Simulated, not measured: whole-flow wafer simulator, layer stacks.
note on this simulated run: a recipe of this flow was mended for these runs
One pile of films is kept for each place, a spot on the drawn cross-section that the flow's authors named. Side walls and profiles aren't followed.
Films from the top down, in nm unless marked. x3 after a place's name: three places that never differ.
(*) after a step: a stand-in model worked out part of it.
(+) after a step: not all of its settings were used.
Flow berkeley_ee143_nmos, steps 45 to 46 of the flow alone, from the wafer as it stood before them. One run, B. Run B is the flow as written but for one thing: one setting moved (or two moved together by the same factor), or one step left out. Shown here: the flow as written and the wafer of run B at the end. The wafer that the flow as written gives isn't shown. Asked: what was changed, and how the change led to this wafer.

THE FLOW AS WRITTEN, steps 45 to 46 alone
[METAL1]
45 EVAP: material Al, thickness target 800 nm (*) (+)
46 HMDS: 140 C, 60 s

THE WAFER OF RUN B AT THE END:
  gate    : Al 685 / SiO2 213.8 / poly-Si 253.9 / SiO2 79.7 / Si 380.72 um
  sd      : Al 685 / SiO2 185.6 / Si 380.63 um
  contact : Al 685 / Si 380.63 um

The cause: step 45, EVAP: thickness target 685 nm was run, where the flow has thickness target 800 nm.
It can be read off the wafer: gate has Al 685, and step 45 as written asks for 800 nm.

How the change led to this, step by step:
  45 EVAP: material Al, thickness target 800 nm (*) (+)
      gate, sd, contact, field: Al +685 (new film) (as written it would be: Al +800 (new film))
